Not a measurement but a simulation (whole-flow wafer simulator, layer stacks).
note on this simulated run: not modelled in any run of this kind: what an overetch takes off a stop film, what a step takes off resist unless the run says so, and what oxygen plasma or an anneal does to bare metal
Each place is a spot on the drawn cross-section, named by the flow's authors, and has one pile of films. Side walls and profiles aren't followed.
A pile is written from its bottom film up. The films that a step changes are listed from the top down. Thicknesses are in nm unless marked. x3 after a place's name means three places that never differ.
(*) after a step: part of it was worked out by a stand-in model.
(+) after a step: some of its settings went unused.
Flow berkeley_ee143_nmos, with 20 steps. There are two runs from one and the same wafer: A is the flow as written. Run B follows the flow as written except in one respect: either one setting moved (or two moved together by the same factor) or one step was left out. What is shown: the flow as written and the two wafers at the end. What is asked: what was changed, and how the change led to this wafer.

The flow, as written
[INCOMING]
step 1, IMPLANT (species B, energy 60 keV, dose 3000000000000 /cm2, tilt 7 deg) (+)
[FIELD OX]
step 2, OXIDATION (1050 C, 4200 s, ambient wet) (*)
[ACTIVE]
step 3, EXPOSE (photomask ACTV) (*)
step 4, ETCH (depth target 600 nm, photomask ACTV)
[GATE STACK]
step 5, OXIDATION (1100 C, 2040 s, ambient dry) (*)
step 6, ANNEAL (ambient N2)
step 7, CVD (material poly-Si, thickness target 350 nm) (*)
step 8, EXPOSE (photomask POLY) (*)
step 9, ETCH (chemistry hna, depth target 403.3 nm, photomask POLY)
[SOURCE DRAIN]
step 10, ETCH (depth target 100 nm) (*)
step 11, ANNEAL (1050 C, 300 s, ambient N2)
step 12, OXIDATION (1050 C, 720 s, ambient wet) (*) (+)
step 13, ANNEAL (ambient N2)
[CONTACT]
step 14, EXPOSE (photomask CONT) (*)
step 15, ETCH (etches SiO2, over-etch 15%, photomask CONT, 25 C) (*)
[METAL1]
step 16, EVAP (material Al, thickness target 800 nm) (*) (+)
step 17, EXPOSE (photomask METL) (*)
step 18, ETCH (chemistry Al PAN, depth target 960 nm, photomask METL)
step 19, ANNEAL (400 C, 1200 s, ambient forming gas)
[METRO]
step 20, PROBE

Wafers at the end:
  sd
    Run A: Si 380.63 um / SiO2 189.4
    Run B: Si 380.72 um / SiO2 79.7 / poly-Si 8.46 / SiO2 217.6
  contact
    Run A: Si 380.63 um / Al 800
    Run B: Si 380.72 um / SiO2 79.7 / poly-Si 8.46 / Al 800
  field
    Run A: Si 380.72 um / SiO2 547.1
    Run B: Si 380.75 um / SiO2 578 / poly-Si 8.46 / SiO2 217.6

The reason: step 9, ETCH: depth target 245.8 nm was run, whereas the flow has depth target 403.3 nm.

Step by step, how the change led to this:
  step 9, ETCH (chemistry hna, depth target 403.3 nm, photomask POLY)
      sd, contact, field: A poly-Si loses 350 (all of it) | B poly-Si loses 245.8
  step 10, ETCH (depth target 100 nm) (*)
      sd, contact: A SiO2 loses 79.7 (all of it) | B nothing
      field: A SiO2 loses 100 | B nothing
  step 12, OXIDATION (1050 C, 720 s, ambient wet) (*) (+)
      sd, contact: A SiO2 gains 189.4 (new film), Si loses 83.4 | B SiO2 gains 217.6 (new film), poly-Si loses 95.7
      field: A SiO2 gains 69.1, Si loses 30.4 | B SiO2 gains 217.6 (new film), poly-Si loses 95.7
  step 15, ETCH (etches SiO2, over-etch 15%, photomask CONT, 25 C) (*)
      contact: A SiO2 loses 189.4 (all of it) | B SiO2 loses 217.6 (all of it)
